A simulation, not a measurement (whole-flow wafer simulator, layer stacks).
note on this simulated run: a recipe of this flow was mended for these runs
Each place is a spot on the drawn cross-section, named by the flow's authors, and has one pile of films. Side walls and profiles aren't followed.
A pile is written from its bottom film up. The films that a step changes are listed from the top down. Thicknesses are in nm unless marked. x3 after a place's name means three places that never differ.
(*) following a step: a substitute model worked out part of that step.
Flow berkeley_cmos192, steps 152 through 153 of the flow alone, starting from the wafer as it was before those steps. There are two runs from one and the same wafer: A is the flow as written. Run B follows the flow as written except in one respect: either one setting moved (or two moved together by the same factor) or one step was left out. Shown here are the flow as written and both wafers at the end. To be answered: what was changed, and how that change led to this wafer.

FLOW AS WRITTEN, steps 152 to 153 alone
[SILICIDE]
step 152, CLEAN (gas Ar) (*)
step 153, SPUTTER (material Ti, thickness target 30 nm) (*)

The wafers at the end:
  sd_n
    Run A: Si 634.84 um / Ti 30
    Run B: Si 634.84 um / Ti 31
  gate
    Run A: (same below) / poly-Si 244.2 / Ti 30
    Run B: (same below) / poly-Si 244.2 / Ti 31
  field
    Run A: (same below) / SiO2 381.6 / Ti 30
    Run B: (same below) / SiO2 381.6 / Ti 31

What caused this: step 153, SPUTTER: thickness target 31 nm was run, whereas the flow has thickness target 30 nm.
One can read it off the wafer: sd_n has Ti 31, and step 153 as written asks for 30 nm.

How this came from the change, step by step:
  step 153, SPUTTER (material Ti, thickness target 30 nm) (*)
      field, sd_n, spacer_n, gate, spacer_p, gate_p, contact x2: A +30 Ti (new film) | B +31 Ti (new film)
      sd_p: A +28.2 Ti (new film) | B +29.2 Ti (new film)
